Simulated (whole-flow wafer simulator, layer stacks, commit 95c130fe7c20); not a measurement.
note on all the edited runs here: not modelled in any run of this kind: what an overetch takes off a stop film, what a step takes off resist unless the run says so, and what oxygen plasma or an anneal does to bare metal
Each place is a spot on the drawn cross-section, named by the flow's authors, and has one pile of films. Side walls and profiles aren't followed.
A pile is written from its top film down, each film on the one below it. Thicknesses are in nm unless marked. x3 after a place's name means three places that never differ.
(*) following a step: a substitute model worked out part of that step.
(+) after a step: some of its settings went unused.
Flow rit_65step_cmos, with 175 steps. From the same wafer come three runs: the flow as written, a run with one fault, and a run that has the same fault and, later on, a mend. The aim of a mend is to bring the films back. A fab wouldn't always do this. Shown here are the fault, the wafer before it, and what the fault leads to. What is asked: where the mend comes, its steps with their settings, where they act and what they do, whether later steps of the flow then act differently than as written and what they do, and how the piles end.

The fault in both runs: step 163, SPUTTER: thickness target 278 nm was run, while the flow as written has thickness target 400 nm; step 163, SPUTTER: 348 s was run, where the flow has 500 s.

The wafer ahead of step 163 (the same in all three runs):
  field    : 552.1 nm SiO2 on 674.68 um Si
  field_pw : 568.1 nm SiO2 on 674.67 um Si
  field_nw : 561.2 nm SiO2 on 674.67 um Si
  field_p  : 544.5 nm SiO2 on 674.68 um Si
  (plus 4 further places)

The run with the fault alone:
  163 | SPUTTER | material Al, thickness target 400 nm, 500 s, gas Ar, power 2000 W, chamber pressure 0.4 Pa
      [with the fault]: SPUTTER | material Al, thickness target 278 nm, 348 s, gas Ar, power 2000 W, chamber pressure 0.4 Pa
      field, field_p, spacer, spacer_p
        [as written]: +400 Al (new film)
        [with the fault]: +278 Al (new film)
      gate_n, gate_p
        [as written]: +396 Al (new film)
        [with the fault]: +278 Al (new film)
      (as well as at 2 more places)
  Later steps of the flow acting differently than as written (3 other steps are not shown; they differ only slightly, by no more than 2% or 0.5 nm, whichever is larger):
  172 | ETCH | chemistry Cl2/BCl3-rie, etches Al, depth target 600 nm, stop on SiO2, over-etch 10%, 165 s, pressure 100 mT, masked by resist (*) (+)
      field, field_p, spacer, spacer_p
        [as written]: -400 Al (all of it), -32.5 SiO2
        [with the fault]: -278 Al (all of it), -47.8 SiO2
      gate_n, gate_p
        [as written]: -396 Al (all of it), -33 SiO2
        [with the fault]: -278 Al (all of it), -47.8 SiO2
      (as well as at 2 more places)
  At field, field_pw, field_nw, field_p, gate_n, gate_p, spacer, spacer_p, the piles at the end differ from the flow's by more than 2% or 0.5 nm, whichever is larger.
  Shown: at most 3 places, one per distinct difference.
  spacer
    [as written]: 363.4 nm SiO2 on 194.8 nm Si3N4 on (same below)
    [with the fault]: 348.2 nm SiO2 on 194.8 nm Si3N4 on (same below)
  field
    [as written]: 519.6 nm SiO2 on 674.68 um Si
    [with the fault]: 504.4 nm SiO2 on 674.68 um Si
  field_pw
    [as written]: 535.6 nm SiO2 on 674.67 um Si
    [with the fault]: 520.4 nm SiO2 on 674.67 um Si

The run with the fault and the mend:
  The mend follows step 164.
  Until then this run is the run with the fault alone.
  164a | ETCH | chemistry al pan, depth target 320.6 nm
      field, field_p, gate_n, gate_p, spacer, spacer_p
        -278 Al (all of it)
      field_pw, field_nw
        -277.8 Al (all of it)
  164b | SPUTTER | material Al, thickness target 400 nm, 500 s, gas Ar, power 2000 W, chamber pressure 0.4 Pa (a further turn of the flow's step 163)
      field, field_pw, field_p, spacer, spacer_p
        +400 Al (new film)
      gate_n, gate_p
        +396 Al (new film)
      field_nw
        +397.2 Al (new film)
  Every later step of the flow that is run acts as written at every place that is followed.
  By the end, the piles equal the flow's at every place that both follow.
